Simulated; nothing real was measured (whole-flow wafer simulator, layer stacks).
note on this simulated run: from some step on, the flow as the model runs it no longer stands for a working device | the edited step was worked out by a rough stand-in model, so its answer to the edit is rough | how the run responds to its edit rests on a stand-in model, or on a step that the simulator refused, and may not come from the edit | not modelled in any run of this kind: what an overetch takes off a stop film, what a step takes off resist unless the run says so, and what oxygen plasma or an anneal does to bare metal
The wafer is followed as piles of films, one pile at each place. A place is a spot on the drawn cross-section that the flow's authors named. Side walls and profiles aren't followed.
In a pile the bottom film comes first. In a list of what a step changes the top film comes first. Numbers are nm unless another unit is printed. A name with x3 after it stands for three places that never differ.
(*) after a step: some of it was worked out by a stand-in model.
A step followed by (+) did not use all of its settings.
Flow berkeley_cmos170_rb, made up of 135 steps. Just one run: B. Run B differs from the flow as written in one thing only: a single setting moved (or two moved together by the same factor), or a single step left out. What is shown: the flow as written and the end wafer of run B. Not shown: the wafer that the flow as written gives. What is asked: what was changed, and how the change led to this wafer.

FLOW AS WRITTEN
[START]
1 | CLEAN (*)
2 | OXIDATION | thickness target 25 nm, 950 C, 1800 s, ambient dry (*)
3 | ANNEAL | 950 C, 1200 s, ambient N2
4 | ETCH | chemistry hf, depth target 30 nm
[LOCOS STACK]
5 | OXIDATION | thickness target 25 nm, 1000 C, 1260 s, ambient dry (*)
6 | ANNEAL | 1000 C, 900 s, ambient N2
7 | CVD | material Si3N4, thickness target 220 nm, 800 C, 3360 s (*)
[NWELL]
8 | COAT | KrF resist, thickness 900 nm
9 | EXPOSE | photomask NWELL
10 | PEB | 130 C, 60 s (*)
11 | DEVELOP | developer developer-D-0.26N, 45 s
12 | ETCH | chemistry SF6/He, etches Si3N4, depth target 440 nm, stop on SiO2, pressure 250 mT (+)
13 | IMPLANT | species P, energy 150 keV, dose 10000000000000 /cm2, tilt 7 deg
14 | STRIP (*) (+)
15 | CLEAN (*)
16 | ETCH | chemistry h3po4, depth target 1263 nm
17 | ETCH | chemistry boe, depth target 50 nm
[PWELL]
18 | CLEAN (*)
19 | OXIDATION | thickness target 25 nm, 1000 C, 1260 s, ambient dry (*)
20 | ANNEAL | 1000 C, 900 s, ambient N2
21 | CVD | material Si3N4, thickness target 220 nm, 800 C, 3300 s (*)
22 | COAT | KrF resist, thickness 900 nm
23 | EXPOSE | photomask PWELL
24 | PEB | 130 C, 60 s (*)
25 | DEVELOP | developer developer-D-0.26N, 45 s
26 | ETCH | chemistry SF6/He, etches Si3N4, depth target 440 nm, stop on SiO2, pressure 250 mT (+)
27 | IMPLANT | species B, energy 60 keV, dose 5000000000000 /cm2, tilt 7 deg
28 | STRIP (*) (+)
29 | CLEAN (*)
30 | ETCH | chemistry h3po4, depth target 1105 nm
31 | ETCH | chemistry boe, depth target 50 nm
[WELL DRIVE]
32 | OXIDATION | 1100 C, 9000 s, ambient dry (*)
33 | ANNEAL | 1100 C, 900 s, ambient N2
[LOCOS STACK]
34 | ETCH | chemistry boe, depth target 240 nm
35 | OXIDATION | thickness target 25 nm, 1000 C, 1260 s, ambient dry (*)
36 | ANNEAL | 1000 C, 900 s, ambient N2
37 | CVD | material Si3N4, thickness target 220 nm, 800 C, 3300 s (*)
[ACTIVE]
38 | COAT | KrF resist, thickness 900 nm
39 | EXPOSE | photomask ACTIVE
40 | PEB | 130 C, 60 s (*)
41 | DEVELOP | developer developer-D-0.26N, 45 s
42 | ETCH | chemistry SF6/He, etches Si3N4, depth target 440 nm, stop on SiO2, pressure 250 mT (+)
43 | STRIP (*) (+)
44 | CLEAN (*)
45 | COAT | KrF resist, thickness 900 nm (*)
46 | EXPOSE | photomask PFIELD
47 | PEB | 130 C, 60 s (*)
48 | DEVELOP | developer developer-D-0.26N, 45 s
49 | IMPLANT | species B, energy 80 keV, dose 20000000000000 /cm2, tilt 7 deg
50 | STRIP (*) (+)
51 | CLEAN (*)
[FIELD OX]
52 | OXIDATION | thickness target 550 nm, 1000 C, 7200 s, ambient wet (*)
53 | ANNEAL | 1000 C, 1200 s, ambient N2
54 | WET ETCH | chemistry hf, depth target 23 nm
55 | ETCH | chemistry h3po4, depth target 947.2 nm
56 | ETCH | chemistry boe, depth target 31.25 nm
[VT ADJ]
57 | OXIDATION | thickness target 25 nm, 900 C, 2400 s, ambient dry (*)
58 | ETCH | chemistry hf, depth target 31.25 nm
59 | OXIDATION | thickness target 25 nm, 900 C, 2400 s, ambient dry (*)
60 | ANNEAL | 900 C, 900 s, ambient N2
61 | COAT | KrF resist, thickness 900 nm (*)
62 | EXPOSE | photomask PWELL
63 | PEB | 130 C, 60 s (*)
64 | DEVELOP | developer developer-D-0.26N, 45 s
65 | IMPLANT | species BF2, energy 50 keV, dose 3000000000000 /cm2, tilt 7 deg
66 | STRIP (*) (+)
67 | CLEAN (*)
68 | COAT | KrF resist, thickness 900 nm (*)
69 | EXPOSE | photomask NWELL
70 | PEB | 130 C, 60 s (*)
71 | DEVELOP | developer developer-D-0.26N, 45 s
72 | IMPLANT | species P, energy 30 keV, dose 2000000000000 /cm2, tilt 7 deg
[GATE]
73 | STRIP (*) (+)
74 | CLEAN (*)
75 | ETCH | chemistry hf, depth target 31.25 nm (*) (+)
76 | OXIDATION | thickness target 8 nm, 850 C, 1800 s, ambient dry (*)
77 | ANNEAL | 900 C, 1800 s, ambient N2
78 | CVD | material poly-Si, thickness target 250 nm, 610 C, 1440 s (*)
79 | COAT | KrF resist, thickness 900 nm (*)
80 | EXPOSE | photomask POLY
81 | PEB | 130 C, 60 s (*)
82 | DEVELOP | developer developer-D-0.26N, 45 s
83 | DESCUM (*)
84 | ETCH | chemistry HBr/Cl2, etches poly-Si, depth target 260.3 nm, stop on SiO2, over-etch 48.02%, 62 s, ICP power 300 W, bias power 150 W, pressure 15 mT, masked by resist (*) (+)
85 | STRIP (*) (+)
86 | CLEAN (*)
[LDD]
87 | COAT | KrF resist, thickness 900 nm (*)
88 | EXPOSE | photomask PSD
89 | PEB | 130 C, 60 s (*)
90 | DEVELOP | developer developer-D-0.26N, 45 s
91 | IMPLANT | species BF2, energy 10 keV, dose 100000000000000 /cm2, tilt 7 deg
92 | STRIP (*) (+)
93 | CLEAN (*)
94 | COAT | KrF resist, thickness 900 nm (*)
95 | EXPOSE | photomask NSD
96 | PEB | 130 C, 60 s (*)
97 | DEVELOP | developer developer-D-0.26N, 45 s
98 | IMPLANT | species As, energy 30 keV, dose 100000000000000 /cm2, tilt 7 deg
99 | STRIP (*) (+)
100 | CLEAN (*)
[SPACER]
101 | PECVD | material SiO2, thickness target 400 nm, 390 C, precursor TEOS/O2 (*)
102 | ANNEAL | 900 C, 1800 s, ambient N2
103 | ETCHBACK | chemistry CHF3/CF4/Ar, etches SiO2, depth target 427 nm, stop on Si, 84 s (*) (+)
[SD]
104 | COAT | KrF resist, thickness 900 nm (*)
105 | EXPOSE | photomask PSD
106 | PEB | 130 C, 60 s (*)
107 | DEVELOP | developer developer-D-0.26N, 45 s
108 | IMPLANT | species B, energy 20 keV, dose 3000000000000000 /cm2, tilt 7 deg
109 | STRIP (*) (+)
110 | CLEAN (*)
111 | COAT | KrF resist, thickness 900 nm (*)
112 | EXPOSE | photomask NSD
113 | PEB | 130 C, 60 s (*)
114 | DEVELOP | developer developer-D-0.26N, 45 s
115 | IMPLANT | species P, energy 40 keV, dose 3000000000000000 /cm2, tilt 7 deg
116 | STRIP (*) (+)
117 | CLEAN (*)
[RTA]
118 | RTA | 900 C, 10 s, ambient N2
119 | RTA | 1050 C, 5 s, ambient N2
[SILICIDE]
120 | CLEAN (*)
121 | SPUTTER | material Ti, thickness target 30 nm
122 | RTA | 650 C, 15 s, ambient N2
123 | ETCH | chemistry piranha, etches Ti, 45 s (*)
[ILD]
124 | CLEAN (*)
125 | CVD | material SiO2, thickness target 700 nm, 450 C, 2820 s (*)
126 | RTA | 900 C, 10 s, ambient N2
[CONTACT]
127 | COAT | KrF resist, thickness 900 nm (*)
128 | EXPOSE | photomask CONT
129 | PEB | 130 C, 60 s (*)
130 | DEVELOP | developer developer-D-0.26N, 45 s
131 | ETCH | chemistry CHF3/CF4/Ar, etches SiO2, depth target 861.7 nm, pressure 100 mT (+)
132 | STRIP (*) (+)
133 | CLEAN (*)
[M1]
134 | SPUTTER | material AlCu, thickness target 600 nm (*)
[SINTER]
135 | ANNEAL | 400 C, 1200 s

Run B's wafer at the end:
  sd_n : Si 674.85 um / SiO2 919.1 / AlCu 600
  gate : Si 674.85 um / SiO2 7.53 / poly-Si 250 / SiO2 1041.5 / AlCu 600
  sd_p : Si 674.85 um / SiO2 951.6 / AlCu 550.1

The reason: step 101, PECVD: thickness target 640 nm was run, whereas the flow has thickness target 400 nm.

The path from the change to this, step by step:
  101 | PECVD | material SiO2, thickness target 400 nm, 390 C, precursor TEOS/O2 (*)
      field, sd_n, contact, m1: +640 SiO2 (as written it would have been: +400 SiO2)
      gate, gate_p: +640 SiO2 (new film) (as written it would have been: +400 SiO2 (new film))
      (also at 3 further places)
  103 | ETCHBACK | chemistry CHF3/CF4/Ar, etches SiO2, depth target 427 nm, stop on Si, 84 s (*) (+)
      sd_n, contact, m1: -427 SiO2 (as written it would have been: -406.1 SiO2 (all of it))
      spacer_n, spacer_p: nothing (as written it would have been: -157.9 SiO2)
      (also at 3 further places)
  104 | COAT | KrF resist, thickness 900 nm (*)
      field: +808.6 KrF resist (new film) (as written it would have been: +769.1 KrF resist (new film))
      sd_n: +1029.6 KrF resist (new film) (as written it would have been: +982.1 KrF resist (new film))
      (also at 7 further places)
  107 | DEVELOP | developer developer-D-0.26N, 45 s
      sd_p: -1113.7 KrF resist (all of it) (as written it would have been: -990.7 KrF resist (all of it))
      spacer_p: -713.9 KrF resist (all of it) (as written it would have been: -767.7 KrF resist (all of it))
      (also at 1 further place)
  109 | STRIP (*) (+)
      field: -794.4 KrF resist (all of it) (as written it would have been: -754.9 KrF resist (all of it))
      sd_n: -1015.4 KrF resist (all of it) (as written it would have been: -967.9 KrF resist (all of it))
      (also at 4 further places)
  111 | COAT | KrF resist, thickness 900 nm (*)
      field: +808.6 KrF resist (new film) (as written it would have been: +769.1 KrF resist (new film))
      sd_n: +1029.6 KrF resist (new film) (as written it would have been: +982.1 KrF resist (new film))
      (also at 7 further places)
  114 | DEVELOP | developer developer-D-0.26N, 45 s
      sd_n: -1029.6 KrF resist (all of it) (as written it would have been: -982.1 KrF resist (all of it))
      spacer_n: -712.9 KrF resist (all of it) (as written it would have been: -766.3 KrF resist (all of it))
      (also at 2 further places)
  116 | STRIP (*) (+)
      field: -794.4 KrF resist (all of it) (as written it would have been: -754.9 KrF resist (all of it))
      sd_p: -1099.5 KrF resist (all of it) (as written it would have been: -976.5 KrF resist (all of it))
      (also at 3 further places)
  121 | SPUTTER | material Ti, thickness target 30 nm
      gate, gate_p: +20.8 Ti (new film) (as written it would have been: +30 Ti (new film))
      sd_p: +19.4 Ti (new film) (as written it would have been: +27.1 Ti (new film))
  122 | RTA | 650 C, 15 s, ambient N2
      sd_n, contact, m1: nothing (as written it would have been: -23.4 Ti, +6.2 TiSi first (new film), +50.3 TiSi2 C49 (new film), -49 Si)
      gate, gate_p: nothing (as written it would have been: -23.4 Ti, +6.2 TiSi first (new film), +50.3 TiSi2 C49 (new film), -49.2 poly-Si)
      (also at 1 further place)
  123 | ETCH | chemistry piranha, etches Ti, 45 s (*)
      sd_n, contact, m1: -30 Ti (all of it) (as written it would have been: -6.6 Ti (all of it))
      gate, gate_p: -20.8 Ti (all of it) (as written it would have been: -6.6 Ti (all of it))
      (also at 1 further place)
  125 | CVD | material SiO2, thickness target 700 nm, 450 C, 2820 s (*)
      sd_n, contact, m1: +700 SiO2 (as written it would have been: +700 SiO2 (new film))
      gate: +828.5 SiO2 (as written it would have been: +700 SiO2 (new film))
      (also at 2 further places)
  126 | RTA | 900 C, 10 s, ambient N2
      sd_n, contact, m1: nothing (as written it would have been: under 1 film: +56 TiSi2 (new film), -6.2 TiSi first (all of it), -50.3 TiSi2 C49 (all of it), -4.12 Si)
      gate, gate_p: nothing (as written it would have been: under 1 film: +56 TiSi2 (new film), -6.2 TiSi first (all of it), -50.3 TiSi2 C49 (all of it), -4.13 poly-Si)
      (also at 1 further place)
  127 | COAT | KrF resist, thickness 900 nm (*)
      field: +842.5 KrF resist (new film) (as written it would have been: +804.9 KrF resist (new film))
      sd_n: +1051.8 KrF resist (new film) (as written it would have been: +1010 KrF resist (new film))
      (also at 5 further places)
  130 | DEVELOP | developer developer-D-0.26N, 45 s
      contact: -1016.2 KrF resist (all of it) (as written it would have been: -979.7 KrF resist (all of it))
  131 | ETCH | chemistry CHF3/CF4/Ar, etches SiO2, depth target 861.7 nm, pressure 100 mT (+)
      contact: -861.7 SiO2 (as written it would have been: -700 SiO2 (all of it), -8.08 TiSi2)
  ... 1 other step ...
  134 | SPUTTER | material AlCu, thickness target 600 nm (*)
      contact: +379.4 AlCu (new film) (as written it would have been: +415.1 AlCu (new film))
